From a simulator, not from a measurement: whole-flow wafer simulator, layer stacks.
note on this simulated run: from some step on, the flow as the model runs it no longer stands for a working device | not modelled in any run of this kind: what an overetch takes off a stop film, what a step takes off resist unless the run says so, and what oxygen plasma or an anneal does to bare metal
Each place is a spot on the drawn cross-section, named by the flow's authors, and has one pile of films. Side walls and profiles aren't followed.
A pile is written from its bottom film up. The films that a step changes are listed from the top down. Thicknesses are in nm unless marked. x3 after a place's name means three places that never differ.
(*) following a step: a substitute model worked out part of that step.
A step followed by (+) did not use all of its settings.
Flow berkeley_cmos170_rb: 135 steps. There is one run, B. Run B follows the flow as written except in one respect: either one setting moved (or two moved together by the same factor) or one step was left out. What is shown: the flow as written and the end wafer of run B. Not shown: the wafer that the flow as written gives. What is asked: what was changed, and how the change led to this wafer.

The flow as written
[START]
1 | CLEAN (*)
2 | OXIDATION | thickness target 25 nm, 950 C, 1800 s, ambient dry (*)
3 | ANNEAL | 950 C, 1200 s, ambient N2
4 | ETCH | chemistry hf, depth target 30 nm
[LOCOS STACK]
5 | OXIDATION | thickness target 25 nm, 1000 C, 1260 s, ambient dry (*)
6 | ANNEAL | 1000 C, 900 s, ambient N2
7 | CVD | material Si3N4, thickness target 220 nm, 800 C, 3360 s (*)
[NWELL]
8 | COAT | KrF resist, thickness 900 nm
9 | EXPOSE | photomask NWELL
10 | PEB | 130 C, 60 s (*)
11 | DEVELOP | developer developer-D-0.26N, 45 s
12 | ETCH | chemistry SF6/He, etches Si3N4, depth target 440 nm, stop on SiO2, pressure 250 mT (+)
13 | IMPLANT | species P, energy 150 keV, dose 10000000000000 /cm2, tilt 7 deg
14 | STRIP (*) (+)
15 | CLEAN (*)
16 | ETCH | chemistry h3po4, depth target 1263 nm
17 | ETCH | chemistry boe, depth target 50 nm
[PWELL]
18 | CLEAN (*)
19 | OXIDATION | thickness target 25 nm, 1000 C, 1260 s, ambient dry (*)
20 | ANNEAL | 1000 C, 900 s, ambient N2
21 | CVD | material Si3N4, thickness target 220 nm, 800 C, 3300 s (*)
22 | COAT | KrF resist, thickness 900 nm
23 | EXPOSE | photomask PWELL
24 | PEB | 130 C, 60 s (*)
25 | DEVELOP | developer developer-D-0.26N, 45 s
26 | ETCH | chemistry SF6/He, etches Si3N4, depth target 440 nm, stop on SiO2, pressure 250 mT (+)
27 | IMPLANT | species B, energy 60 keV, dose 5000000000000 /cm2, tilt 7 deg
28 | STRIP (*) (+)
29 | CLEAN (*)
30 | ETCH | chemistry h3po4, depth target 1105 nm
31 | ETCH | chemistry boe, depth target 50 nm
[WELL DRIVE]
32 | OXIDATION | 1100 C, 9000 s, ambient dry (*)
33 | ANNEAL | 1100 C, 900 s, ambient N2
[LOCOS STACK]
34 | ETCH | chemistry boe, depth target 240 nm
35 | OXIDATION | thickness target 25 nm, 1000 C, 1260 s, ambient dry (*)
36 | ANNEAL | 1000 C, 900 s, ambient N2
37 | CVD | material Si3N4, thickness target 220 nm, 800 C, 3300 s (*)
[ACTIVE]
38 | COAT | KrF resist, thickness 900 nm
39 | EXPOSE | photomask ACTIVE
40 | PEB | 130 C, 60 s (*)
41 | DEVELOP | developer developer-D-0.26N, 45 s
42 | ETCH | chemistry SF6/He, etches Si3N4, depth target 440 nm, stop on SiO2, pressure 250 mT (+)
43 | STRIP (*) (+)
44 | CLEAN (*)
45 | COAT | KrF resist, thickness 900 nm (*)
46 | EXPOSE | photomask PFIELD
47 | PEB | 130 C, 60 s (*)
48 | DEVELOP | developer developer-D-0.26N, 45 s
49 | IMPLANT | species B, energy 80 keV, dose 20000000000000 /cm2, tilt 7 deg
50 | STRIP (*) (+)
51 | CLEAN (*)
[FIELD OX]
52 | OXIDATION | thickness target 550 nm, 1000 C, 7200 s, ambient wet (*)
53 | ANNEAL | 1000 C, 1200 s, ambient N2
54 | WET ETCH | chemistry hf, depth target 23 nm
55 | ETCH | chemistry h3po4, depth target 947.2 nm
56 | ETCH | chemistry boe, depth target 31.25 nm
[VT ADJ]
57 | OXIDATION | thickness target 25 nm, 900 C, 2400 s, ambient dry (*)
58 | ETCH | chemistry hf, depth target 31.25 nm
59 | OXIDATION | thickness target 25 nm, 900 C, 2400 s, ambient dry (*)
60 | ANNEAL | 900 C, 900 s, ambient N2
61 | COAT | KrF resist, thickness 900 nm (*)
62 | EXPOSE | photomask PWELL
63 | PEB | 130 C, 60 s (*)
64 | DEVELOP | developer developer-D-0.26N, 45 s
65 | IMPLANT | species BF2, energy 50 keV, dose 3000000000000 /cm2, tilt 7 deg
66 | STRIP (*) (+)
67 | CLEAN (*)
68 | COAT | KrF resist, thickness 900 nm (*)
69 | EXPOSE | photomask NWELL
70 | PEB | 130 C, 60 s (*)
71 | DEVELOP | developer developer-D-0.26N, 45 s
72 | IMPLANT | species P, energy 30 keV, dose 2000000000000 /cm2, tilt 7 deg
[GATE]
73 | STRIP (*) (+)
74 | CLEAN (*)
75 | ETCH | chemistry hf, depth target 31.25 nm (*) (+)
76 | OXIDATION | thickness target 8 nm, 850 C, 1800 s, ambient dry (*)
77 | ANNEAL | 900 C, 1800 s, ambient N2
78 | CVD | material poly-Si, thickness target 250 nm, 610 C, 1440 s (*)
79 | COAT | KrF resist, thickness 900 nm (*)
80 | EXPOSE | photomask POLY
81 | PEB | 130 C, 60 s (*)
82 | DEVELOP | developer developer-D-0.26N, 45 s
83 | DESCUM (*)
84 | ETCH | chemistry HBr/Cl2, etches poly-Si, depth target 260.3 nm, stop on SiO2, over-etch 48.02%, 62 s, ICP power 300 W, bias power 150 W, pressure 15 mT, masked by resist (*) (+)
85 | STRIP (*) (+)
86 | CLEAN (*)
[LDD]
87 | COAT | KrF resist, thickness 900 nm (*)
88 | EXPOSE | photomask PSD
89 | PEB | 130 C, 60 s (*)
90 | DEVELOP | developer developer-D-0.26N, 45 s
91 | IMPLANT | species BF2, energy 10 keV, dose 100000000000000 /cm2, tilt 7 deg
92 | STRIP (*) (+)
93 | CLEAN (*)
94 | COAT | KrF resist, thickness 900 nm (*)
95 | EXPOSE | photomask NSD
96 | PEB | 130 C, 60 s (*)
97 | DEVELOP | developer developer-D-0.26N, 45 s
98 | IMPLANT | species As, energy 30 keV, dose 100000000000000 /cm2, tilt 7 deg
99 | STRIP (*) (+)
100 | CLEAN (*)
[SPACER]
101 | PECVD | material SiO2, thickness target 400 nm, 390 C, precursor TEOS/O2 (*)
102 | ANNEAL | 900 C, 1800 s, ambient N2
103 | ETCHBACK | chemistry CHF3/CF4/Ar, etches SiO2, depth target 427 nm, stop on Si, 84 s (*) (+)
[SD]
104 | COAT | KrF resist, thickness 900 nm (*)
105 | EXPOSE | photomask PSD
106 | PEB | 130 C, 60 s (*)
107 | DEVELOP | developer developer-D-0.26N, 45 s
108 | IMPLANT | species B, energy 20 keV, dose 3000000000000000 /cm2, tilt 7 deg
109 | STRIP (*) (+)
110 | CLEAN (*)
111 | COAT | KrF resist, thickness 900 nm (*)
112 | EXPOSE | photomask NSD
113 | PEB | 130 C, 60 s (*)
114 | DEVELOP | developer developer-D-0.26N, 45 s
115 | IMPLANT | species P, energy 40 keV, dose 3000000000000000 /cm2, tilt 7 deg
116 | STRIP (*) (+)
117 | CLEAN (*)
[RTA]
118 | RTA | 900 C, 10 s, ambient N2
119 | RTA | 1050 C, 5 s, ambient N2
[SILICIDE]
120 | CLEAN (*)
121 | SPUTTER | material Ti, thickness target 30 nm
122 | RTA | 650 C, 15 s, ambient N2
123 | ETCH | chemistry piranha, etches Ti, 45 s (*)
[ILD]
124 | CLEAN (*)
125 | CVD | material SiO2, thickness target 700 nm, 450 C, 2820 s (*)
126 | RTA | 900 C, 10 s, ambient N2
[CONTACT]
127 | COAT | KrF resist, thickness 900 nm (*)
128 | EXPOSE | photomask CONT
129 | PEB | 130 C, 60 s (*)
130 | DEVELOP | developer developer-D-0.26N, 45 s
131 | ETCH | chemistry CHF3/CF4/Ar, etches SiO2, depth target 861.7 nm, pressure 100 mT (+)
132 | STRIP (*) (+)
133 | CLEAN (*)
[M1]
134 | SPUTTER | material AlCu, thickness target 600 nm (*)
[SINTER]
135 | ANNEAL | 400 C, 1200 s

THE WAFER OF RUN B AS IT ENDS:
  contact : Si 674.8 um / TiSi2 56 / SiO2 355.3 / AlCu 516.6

The reason: step 131, ETCH: depth target 344.7 nm was run, whereas the flow has depth target 861.7 nm.

Step by step, how the change led to this:
  131 | ETCH | chemistry CHF3/CF4/Ar, etches SiO2, depth target 861.7 nm, pressure 100 mT (+)
      contact: -344.7 SiO2 (as written it would have been: -700 SiO2 (all of it), -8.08 TiSi2)
      field, sd_n, spacer_n, gate, sd_p, spacer_p, gate_p, m1: -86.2 KrF resist (as written it would have been: -215.4 KrF resist)
  132 | STRIP (*) (+)
      field: -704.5 KrF resist (all of it) (as written it would have been: -575.3 KrF resist (all of it))
      sd_n: -909.6 KrF resist (all of it) (as written it would have been: -780.4 KrF resist (all of it))
      (and at 6 other places as well)
  134 | SPUTTER | material AlCu, thickness target 600 nm (*)
      contact: +516.6 AlCu (new film) (as written it would have been: +415.1 AlCu (new film))
